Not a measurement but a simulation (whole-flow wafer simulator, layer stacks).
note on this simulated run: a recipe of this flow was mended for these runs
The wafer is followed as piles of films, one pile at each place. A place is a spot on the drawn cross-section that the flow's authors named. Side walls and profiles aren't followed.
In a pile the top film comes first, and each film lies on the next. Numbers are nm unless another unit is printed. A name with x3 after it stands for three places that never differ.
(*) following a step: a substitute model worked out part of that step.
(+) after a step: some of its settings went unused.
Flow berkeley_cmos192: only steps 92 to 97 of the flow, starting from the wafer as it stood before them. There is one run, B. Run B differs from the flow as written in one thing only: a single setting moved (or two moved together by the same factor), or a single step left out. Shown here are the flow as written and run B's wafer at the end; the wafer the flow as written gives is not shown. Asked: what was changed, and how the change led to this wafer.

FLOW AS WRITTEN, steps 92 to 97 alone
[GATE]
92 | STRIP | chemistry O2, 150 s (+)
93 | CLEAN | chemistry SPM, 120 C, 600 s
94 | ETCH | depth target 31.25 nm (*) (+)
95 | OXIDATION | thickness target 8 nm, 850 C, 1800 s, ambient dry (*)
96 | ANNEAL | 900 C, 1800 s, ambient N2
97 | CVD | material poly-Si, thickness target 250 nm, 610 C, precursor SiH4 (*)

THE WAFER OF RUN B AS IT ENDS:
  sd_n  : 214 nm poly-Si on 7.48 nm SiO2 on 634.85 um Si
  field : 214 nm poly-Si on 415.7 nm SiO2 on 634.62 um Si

What caused this: step 97, CVD: thickness target 214 nm was run, whereas the flow has thickness target 250 nm.
One can read it off the wafer: sd_n has poly-Si 214, and step 97 as written asks for 250 nm.

How this came from the change, step by step:
  97 | CVD | material poly-Si, thickness target 250 nm, 610 C, precursor SiH4 (*)
      field, sd_n, spacer_n, gate, sd_p, spacer_p x2, contact, m1: +214 poly-Si (new film) (as written it would have been: +250 poly-Si (new film))
